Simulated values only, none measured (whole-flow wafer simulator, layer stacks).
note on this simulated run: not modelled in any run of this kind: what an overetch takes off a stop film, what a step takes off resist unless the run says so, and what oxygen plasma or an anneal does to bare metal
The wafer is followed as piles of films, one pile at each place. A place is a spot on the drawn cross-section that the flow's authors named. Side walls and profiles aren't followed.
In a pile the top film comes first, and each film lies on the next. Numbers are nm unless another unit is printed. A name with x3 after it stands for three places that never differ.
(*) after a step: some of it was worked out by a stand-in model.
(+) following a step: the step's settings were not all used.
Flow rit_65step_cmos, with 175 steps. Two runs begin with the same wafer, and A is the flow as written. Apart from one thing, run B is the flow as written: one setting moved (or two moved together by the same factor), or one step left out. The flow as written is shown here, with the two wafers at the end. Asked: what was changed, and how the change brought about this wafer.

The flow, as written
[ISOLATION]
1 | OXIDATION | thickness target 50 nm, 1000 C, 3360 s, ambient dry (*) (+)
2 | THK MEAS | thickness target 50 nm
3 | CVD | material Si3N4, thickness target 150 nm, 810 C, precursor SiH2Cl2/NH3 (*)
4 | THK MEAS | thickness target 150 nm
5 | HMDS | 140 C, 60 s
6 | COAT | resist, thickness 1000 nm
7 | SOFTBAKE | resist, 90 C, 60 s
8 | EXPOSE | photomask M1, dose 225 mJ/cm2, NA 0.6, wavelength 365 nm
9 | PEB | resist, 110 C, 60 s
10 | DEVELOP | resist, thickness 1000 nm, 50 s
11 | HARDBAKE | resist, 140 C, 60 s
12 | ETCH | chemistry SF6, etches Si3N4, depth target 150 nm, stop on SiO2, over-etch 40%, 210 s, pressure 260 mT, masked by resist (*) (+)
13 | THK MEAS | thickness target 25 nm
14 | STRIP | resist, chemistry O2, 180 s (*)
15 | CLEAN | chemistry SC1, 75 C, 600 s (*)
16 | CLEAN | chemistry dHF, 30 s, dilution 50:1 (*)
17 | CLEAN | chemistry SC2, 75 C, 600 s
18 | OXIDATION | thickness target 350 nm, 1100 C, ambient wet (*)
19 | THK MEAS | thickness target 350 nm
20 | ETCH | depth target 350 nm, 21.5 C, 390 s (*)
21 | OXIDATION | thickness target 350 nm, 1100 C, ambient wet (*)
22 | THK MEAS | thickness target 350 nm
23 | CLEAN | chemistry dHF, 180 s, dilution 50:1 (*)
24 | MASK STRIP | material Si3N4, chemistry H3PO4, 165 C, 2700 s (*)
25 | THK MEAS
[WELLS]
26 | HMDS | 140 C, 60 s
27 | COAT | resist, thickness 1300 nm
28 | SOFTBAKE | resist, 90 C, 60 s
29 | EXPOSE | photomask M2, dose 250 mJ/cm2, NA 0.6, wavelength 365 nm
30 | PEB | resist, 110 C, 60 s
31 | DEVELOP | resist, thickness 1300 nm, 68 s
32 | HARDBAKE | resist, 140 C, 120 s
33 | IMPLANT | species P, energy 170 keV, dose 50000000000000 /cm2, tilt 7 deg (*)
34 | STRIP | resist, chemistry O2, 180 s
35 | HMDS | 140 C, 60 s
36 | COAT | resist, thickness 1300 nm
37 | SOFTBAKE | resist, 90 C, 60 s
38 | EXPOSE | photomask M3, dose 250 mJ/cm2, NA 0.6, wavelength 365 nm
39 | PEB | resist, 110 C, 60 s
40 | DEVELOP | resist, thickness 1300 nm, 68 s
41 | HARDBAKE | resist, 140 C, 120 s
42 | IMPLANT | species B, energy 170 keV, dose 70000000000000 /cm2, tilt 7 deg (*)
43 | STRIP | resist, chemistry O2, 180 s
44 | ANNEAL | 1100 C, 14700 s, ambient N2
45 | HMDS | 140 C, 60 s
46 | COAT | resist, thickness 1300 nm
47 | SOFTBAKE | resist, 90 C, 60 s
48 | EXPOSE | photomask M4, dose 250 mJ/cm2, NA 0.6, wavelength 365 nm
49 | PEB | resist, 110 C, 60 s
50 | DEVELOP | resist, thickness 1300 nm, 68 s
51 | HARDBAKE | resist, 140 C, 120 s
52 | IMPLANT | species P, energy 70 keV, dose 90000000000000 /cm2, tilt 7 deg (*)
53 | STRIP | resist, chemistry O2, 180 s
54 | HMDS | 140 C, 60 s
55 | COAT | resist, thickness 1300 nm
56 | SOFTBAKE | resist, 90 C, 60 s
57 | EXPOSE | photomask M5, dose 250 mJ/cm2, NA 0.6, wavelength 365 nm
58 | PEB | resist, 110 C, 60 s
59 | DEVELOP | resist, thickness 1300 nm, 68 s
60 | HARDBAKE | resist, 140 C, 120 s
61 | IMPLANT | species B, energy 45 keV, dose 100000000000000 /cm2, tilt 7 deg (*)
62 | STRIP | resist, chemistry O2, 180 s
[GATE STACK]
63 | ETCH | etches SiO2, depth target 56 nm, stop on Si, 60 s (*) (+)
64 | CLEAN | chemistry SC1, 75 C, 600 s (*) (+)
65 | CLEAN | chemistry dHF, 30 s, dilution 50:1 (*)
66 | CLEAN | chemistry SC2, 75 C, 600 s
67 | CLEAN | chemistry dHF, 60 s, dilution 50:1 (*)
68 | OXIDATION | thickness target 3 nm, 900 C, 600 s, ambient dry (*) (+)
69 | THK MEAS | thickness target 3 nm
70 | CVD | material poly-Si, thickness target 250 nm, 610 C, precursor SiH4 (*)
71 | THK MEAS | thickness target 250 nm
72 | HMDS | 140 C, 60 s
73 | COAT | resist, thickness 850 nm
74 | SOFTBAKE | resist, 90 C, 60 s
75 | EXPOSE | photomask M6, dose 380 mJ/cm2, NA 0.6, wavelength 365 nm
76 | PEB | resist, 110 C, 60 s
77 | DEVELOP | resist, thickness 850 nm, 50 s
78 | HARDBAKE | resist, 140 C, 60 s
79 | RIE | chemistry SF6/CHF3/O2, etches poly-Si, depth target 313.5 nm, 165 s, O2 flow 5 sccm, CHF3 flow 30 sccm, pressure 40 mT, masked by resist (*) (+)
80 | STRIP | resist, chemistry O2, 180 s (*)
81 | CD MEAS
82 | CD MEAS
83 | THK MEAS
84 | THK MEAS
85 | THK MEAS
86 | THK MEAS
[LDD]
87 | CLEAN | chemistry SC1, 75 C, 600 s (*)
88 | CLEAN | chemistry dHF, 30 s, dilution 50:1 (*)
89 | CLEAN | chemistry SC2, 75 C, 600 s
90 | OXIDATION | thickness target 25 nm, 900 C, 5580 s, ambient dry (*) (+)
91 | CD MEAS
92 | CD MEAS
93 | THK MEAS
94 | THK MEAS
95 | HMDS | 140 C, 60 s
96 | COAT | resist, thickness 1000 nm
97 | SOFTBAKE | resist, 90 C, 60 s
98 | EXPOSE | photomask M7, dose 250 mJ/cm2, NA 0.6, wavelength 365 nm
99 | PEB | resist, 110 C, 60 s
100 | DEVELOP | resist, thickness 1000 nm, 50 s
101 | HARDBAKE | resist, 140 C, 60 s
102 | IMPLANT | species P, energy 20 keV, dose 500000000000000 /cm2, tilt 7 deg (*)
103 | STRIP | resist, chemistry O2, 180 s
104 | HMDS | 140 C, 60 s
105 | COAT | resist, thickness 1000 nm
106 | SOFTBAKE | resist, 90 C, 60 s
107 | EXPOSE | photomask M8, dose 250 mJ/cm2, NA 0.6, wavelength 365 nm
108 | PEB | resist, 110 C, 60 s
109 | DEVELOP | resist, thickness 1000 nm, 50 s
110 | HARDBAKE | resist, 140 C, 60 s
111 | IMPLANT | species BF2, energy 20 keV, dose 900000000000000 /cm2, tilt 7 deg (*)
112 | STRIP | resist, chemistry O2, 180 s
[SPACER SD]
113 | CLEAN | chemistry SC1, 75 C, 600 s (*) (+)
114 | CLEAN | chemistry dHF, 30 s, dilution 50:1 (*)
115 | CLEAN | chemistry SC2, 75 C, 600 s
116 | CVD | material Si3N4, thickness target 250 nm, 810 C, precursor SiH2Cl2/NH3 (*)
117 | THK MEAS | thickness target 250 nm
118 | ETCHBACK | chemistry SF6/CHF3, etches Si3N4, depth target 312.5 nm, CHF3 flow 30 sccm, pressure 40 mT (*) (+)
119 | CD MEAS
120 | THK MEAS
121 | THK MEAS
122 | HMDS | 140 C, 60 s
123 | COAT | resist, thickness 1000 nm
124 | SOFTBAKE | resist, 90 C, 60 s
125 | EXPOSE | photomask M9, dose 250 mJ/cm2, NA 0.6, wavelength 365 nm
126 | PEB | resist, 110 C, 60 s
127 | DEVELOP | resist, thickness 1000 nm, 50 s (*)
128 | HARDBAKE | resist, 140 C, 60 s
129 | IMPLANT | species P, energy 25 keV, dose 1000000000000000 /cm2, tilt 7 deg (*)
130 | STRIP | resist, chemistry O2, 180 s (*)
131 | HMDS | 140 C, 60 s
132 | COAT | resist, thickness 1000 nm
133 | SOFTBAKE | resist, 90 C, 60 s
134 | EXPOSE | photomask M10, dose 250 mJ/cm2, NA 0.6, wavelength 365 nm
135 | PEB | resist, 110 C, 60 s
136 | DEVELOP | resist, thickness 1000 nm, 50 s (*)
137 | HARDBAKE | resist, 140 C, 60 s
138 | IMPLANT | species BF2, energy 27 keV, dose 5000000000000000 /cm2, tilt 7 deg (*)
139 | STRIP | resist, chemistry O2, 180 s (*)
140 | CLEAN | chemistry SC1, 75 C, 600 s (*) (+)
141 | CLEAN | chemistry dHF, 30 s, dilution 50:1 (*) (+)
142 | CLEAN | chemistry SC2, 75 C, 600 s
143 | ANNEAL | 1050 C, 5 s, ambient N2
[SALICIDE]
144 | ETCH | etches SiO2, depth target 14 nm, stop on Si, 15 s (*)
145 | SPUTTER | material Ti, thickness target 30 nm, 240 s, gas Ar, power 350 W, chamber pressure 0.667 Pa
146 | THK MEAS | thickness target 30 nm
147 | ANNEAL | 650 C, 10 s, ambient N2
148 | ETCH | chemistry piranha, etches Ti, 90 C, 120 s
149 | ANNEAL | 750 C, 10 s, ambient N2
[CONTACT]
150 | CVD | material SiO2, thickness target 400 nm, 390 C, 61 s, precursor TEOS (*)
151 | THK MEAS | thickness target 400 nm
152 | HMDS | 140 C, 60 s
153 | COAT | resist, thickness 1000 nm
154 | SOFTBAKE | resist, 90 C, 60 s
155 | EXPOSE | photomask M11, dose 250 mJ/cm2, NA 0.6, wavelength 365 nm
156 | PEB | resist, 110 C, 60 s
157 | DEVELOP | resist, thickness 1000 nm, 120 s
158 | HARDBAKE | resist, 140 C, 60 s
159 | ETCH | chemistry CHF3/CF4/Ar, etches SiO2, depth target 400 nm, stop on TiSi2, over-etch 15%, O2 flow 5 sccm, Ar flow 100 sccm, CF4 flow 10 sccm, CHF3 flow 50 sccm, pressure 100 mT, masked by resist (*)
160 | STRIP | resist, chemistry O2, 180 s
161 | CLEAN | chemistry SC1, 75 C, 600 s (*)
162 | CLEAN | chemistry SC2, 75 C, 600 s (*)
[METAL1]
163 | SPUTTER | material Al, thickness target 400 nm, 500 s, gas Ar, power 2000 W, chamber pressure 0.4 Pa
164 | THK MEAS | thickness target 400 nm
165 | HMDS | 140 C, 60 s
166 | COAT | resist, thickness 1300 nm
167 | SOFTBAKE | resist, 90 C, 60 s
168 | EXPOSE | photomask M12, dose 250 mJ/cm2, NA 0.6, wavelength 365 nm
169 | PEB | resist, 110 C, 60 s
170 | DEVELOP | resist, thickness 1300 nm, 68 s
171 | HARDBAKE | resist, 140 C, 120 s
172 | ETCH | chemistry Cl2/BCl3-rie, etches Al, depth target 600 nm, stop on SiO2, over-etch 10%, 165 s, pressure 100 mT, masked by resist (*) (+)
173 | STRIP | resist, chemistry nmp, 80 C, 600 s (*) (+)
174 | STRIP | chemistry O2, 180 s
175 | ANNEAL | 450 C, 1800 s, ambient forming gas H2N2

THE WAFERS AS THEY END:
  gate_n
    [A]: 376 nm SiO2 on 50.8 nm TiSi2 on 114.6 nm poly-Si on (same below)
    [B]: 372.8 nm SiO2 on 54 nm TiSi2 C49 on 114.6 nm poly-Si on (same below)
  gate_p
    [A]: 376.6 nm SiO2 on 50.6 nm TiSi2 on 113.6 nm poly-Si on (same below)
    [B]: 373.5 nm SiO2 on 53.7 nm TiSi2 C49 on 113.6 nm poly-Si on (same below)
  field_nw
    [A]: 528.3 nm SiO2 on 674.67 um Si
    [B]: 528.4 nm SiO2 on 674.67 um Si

Cause: step 149, ANNEAL: 675 C was run, though the flow has 750 C.

The path from the change to this, step by step:
  149 | ANNEAL | 750 C, 10 s, ambient N2
      gate_n: A +50.8 TiSi2 (new film), -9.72 TiSi first (all of it), -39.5 TiSi2 C49 (all of it), -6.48 poly-Si | B -9.72 TiSi first (all of it), +14.4 TiSi2 C49, -6.48 poly-Si
      gate_p: A +50.6 TiSi2 (new film), -9.46 TiSi first (all of it), -39.6 TiSi2 C49 (all of it), -6.31 poly-Si | B -9.46 TiSi first (all of it), +14.1 TiSi2 C49, -6.31 poly-Si
